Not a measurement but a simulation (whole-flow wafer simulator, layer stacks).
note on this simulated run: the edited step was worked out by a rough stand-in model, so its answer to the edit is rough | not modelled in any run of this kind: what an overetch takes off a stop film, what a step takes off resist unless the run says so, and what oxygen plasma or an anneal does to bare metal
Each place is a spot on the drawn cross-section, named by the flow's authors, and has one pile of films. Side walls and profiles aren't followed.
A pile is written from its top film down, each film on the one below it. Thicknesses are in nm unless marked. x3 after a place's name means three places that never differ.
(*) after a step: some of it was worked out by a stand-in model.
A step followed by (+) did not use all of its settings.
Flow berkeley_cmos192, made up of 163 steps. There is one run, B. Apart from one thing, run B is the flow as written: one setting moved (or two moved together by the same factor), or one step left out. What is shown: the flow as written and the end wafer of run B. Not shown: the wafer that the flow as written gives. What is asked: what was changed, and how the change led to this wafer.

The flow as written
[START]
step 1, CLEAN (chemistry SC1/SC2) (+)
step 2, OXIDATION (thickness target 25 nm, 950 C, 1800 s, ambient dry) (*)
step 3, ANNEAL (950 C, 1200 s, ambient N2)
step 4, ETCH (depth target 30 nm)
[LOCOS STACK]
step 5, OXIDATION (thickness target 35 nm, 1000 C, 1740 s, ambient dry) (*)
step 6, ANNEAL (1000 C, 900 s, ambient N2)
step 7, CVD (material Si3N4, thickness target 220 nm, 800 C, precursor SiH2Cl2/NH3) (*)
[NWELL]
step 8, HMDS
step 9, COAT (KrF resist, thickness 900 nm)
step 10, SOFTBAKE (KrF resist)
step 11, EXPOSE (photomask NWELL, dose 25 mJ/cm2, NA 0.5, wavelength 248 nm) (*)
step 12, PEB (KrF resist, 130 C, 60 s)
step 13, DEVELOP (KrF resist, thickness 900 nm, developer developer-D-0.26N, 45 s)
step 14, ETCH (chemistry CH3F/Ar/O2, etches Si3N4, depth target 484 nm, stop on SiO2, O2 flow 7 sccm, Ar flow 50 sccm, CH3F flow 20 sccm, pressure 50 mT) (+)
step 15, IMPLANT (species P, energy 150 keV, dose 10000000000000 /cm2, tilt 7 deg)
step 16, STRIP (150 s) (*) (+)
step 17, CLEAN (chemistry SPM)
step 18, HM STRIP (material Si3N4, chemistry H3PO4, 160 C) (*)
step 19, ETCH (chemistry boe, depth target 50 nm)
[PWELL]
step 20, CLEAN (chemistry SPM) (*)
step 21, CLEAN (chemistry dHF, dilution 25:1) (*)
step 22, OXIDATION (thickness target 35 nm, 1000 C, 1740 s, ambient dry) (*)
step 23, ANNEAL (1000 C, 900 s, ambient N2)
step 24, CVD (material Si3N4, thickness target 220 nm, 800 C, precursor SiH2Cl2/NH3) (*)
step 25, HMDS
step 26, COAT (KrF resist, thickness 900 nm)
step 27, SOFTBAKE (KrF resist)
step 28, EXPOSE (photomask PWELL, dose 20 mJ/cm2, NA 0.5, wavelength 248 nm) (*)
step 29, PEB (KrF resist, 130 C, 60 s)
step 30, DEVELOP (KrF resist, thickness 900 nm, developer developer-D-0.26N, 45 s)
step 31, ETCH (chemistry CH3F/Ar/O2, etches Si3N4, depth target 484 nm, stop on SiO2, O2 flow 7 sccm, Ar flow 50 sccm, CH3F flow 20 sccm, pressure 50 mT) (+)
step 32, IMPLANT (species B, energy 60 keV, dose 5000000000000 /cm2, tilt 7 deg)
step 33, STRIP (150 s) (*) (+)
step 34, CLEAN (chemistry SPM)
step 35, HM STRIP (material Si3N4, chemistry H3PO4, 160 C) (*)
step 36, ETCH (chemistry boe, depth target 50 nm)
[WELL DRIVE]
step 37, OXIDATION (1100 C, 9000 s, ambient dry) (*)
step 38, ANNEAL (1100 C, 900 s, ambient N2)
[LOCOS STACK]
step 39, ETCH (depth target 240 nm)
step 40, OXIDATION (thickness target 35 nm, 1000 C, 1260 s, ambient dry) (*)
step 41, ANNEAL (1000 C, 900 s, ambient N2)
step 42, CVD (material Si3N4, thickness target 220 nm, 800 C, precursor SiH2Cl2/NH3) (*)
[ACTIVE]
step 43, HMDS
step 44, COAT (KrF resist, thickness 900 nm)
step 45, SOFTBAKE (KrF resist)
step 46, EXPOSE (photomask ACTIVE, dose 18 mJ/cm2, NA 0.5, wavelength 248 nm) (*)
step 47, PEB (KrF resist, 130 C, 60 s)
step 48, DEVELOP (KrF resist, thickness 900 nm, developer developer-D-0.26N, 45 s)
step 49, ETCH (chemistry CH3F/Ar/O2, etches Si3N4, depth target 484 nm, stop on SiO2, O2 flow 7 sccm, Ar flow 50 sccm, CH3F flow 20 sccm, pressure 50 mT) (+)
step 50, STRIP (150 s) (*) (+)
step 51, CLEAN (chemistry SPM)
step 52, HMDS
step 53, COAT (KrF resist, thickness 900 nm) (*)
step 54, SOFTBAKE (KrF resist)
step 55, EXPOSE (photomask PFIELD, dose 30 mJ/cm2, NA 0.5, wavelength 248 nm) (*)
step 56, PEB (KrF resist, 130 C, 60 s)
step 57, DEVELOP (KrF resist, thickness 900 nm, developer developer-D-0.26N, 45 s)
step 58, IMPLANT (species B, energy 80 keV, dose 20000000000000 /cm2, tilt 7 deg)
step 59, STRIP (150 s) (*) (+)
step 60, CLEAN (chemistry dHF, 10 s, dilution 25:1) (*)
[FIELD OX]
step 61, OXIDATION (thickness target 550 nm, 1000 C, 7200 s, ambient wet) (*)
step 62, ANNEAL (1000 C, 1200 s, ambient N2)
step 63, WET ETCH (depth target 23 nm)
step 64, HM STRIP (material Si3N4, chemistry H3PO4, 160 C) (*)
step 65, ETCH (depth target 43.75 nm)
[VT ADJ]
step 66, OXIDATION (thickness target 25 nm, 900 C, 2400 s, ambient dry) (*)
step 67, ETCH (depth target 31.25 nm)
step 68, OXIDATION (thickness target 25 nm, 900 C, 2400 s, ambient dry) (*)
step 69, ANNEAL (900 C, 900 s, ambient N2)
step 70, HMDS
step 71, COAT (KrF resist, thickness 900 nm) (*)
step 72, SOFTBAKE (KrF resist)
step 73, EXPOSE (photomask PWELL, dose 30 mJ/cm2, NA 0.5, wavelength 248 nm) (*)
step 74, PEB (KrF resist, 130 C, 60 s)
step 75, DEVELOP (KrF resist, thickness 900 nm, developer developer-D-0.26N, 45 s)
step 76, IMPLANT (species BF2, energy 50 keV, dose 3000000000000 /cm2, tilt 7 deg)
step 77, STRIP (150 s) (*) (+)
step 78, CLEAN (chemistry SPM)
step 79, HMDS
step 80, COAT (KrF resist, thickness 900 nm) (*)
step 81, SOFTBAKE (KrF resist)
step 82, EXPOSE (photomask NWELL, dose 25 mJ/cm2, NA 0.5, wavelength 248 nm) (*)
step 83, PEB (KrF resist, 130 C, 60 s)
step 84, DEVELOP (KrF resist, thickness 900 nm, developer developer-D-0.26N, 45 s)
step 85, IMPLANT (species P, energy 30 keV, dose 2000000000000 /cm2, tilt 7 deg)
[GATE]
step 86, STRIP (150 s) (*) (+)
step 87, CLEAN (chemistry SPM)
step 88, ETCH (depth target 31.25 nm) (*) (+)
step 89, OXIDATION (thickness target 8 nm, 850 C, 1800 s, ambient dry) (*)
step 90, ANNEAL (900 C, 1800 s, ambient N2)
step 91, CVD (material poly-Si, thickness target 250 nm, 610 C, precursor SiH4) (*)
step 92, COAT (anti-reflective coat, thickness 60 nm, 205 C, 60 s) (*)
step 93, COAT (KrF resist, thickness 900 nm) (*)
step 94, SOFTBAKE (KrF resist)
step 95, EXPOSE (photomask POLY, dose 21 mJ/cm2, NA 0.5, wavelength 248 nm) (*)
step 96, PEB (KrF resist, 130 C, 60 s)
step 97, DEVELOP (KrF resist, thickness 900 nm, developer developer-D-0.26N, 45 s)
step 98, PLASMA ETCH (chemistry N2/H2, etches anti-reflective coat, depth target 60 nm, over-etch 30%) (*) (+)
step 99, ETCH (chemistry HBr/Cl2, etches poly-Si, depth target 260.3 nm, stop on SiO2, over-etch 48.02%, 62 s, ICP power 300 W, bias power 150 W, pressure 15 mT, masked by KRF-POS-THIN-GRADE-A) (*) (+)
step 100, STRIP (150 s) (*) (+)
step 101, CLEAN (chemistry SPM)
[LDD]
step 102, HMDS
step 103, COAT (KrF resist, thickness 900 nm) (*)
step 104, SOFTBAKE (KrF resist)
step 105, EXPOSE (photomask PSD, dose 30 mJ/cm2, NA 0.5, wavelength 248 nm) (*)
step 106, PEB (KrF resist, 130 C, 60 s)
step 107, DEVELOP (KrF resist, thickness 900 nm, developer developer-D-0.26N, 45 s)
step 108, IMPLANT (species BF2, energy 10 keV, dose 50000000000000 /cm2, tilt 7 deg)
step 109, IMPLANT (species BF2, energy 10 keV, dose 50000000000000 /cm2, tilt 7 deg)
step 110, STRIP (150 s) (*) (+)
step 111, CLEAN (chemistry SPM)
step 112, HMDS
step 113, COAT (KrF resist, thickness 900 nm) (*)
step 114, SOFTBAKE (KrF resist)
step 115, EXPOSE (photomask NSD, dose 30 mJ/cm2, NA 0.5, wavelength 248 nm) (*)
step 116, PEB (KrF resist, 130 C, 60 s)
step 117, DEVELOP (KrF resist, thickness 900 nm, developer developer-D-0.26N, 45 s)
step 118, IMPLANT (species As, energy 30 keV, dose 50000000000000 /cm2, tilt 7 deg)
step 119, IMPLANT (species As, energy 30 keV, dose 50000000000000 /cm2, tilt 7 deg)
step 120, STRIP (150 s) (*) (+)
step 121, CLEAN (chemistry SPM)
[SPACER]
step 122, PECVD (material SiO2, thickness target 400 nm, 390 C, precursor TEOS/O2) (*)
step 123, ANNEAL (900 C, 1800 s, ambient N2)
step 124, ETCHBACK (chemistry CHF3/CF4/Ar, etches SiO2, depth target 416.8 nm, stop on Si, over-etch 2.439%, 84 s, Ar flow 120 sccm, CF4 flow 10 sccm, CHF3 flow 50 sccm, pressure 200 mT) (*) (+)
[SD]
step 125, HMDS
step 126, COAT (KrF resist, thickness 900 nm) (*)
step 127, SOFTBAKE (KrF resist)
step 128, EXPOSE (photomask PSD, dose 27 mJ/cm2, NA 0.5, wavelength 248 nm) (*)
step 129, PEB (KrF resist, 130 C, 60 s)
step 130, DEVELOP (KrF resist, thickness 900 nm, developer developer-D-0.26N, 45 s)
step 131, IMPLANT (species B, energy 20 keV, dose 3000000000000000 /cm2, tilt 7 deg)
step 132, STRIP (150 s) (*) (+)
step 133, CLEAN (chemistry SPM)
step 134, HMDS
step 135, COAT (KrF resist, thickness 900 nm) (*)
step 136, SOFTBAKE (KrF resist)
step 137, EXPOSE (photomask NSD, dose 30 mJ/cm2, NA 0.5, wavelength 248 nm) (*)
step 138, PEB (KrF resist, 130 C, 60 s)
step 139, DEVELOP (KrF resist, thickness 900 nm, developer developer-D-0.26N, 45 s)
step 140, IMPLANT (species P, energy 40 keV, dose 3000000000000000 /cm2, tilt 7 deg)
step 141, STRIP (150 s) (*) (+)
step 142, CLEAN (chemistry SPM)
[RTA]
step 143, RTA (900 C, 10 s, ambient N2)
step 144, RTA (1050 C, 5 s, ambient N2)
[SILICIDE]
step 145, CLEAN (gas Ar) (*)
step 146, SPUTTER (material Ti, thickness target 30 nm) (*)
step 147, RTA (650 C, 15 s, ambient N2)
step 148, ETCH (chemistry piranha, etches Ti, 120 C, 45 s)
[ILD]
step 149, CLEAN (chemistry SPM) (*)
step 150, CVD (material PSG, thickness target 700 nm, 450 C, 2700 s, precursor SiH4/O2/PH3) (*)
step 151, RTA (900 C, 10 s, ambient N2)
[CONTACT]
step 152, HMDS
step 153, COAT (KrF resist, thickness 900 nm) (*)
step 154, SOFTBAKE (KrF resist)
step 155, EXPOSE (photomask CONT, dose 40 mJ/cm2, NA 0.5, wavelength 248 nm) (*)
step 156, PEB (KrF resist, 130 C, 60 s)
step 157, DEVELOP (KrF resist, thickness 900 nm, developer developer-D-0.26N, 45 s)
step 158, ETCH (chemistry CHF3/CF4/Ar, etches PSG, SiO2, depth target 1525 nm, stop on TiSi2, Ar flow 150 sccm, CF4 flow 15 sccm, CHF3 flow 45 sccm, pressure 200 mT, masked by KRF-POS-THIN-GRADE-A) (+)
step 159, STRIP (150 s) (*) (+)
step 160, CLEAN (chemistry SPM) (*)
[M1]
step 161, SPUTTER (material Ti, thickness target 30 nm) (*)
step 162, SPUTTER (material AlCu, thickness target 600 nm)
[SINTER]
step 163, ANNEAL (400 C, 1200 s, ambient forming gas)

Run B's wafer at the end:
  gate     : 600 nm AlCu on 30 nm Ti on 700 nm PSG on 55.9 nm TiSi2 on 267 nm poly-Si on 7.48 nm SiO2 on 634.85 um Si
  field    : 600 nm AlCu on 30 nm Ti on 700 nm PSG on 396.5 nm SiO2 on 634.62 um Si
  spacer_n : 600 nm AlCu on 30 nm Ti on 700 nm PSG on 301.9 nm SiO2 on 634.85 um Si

The reason: step 91, CVD: thickness target 326 nm was run, though the flow has thickness target 250 nm.

How this came from the change, step by step:
  step 91, CVD (material poly-Si, thickness target 250 nm, 610 C, precursor SiH4) (*)
      field, sd_n, spacer_n and 6 more: poly-Si gains 326 (new film) (as written it would have been: poly-Si gains 250 (new film))
  step 92, COAT (anti-reflective coat, thickness 60 nm, 205 C, 60 s) (*)
      field: anti-reflective coat gains 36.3 (new film) (as written it would have been: anti-reflective coat gains 35.3 (new film))
      sd_n: anti-reflective coat gains 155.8 (new film) (as written it would have been: anti-reflective coat gains 152.4 (new film))
      (as well as at 1 more place)
  step 98, PLASMA ETCH (chemistry N2/H2, etches anti-reflective coat, depth target 60 nm, over-etch 30%) (*) (+)
      field: anti-reflective coat loses 36.3 (all of it), poly-Si loses 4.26 (as written it would have been: anti-reflective coat loses 35.3 (all of it), poly-Si loses 4.18)
      sd_n: anti-reflective coat loses 155.8 (all of it), poly-Si loses 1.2 (as written it would have been: anti-reflective coat loses 152.4 (all of it), poly-Si loses 1.17)
      (as well as at 1 more place)
  step 99, ETCH (chemistry HBr/Cl2, etches poly-Si, depth target 260.3 nm, stop on SiO2, over-etch 48.02%, 62 s, ICP power 300 W, bias power 150 W, pressure 15 mT, masked by KRF-POS-THIN-GRADE-A) (*) (+)
      field, spacer_n, spacer_p: poly-Si loses 321.7 (all of it), SiO2 loses 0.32 (as written it would have been: poly-Si loses 245.8 (all of it), SiO2 loses 1.74)
      sd_n: poly-Si loses 324.8 (all of it), SiO2 loses 0.3 (as written it would have been: poly-Si loses 248.8 (all of it), SiO2 loses 1.51)
      (as well as at 3 more places)
  step 103, COAT (KrF resist, thickness 900 nm) (*)
      gate: KrF resist gains 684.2 (new film) (as written it would have been: KrF resist gains 748 (new film))
      gate_p: KrF resist gains 680.3 (new film) (as written it would have been: KrF resist gains 744.1 (new film))
  step 107, DEVELOP (KrF resist, thickness 900 nm, developer developer-D-0.26N, 45 s)
      gate_p: KrF resist loses 679.3 (all of it) (as written it would have been: KrF resist loses 742.9 (all of it))
  step 110, STRIP (150 s) (*) (+)
      gate: KrF resist loses 669 (all of it), chemical SiO2 gains 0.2, poly-Si loses 0.09 (as written it would have been: KrF resist loses 732.7 (all of it), chemical SiO2 gains 0.2, poly-Si loses 0.09)
  step 113, COAT (KrF resist, thickness 900 nm) (*)
      gate: KrF resist gains 684.2 (new film) (as written it would have been: KrF resist gains 747.9 (new film))
      gate_p: KrF resist gains 680.2 (new film) (as written it would have been: KrF resist gains 743.9 (new film))
  step 117, DEVELOP (KrF resist, thickness 900 nm, developer developer-D-0.26N, 45 s)
      gate: KrF resist loses 683.1 (all of it) (as written it would have been: KrF resist loses 746.8 (all of it))
  step 120, STRIP (150 s) (*) (+)
      gate_p: KrF resist loses 665 (all of it), chemical SiO2 gains 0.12, poly-Si loses 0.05 (as written it would have been: KrF resist loses 728.6 (all of it), chemical SiO2 gains 0.12, poly-Si loses 0.05)
  step 124, ETCHBACK (chemistry CHF3/CF4/Ar, etches SiO2, depth target 416.8 nm, stop on Si, over-etch 2.439%, 84 s, Ar flow 120 sccm, CF4 flow 10 sccm, CHF3 flow 50 sccm, pressure 200 mT) (*) (+)
      spacer_n: SiO2 loses 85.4 (as written it would have been: SiO2 loses 160)
      spacer_p: SiO2 loses 85.3 (as written it would have been: SiO2 loses 159.9)
  step 126, COAT (KrF resist, thickness 900 nm) (*)
      spacer_n: KrF resist gains 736 (new film) (as written it would have been: KrF resist gains 791.6 (new film))
      gate: KrF resist gains 717.2 (new film) (as written it would have been: KrF resist gains 771.5 (new film))
      (as well as at 2 more places)
  step 130, DEVELOP (KrF resist, thickness 900 nm, developer developer-D-0.26N, 45 s)
      spacer_p: KrF resist loses 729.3 (all of it) (as written it would have been: KrF resist loses 784.6 (all of it))
      gate_p: KrF resist loses 710.3 (all of it) (as written it would have been: KrF resist loses 764.3 (all of it))
  step 132, STRIP (150 s) (*) (+)
      spacer_n: KrF resist loses 720.7 (all of it) (as written it would have been: KrF resist loses 776.1 (all of it))
      gate: chemical SiO2 gains 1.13 (new film), KrF resist loses 701.9 (all of it), poly-Si loses 0.5 (as written it would have been: chemical SiO2 gains 1.13 (new film), KrF resist loses 756.1 (all of it), poly-Si loses 0.5)
  step 135, COAT (KrF resist, thickness 900 nm) (*)
      spacer_n: KrF resist gains 736.3 (new film) (as written it would have been: KrF resist gains 791.1 (new film))
      gate: KrF resist gains 716.8 (new film) (as written it would have been: KrF resist gains 770.3 (new film))
      (as well as at 2 more places)
  step 139, DEVELOP (KrF resist, thickness 900 nm, developer developer-D-0.26N, 45 s)
      spacer_n: KrF resist loses 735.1 (all of it) (as written it would have been: KrF resist loses 789.9 (all of it))
      gate: KrF resist loses 715.7 (all of it) (as written it would have been: KrF resist loses 769.1 (all of it))
  ... 2 other steps ...
  step 159, STRIP (150 s) (*) (+)
      spacer_n: KrF resist loses 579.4 (all of it) (as written it would have been: KrF resist loses 620.3 (all of it))
      gate: KrF resist loses 564.2 (all of it) (as written it would have been: KrF resist loses 600.1 (all of it))
      (as well as at 3 more places)
